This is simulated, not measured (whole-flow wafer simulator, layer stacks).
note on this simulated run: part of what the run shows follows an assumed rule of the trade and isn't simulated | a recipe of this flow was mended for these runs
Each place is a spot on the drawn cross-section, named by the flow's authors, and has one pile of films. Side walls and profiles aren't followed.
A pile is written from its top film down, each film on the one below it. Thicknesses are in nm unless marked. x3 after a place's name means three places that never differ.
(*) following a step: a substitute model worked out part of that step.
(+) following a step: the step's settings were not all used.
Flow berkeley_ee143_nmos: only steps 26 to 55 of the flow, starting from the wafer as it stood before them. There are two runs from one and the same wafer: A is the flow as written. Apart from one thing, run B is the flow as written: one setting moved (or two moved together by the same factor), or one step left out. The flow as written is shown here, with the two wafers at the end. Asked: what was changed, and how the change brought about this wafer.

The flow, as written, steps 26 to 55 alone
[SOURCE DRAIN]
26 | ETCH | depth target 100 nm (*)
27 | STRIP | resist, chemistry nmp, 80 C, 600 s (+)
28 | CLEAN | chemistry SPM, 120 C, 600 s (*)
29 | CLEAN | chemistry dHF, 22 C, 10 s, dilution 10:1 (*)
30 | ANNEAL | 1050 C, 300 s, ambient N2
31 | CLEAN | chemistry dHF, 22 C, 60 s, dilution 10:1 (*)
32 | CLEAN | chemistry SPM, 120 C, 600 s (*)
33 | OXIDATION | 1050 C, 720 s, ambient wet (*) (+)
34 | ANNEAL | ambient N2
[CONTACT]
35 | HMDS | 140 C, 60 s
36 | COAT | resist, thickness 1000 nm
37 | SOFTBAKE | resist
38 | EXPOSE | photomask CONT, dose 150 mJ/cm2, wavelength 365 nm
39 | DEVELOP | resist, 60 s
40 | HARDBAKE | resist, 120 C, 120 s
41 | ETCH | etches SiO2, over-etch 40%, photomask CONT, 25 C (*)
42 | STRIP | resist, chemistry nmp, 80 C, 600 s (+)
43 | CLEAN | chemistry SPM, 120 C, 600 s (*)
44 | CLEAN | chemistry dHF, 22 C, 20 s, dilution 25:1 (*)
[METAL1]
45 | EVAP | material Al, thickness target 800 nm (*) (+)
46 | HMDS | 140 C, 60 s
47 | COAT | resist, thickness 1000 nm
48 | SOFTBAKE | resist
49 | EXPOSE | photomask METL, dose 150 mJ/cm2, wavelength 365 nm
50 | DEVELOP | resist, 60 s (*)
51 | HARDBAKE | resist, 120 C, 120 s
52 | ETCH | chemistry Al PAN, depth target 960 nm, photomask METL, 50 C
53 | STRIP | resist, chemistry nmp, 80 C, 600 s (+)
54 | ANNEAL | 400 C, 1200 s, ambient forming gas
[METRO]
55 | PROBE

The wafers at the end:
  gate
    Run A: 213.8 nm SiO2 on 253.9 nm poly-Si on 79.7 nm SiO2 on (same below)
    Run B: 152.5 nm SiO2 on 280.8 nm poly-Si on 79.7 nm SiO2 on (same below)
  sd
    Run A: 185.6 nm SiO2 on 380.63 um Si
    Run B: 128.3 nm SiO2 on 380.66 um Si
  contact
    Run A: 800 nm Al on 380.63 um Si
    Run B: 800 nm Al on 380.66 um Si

Cause: step 33, OXIDATION: 441 s was run, whereas the flow has 720 s.

The path from the change to this, step by step:
  33 | OXIDATION | 1050 C, 720 s, ambient wet (*) (+)
      sd, contact: A SiO2 gains 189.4 (new film), chemical SiO2 loses 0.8 (all of it), Si loses 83 | B SiO2 gains 132.1 (new film), chemical SiO2 loses 0.8 (all of it), Si loses 57.8
      gate: A SiO2 gains 217.6 (new film), chemical SiO2 loses 0.8 (all of it), poly-Si loses 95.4 | B SiO2 gains 156.4 (new film), chemical SiO2 loses 0.8 (all of it), poly-Si loses 68.4
      (also at 1 further place)
  41 | ETCH | etches SiO2, over-etch 40%, photomask CONT, 25 C (*)
      contact: A SiO2 loses 189.4 (all of it) | B SiO2 loses 132.1 (all of it)
  47 | COAT | resist, thickness 1000 nm
      contact: A resist gains 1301 (new film) | B resist gains 1259.7 (new film)
  51 | HARDBAKE | resist, 120 C, 120 s
      contact: A resist loses 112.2 | B resist loses 108.4
  53 | STRIP | resist, chemistry nmp, 80 C, 600 s (+)
      contact: A resist loses 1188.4 (all of it) | B resist loses 1150.9 (all of it)
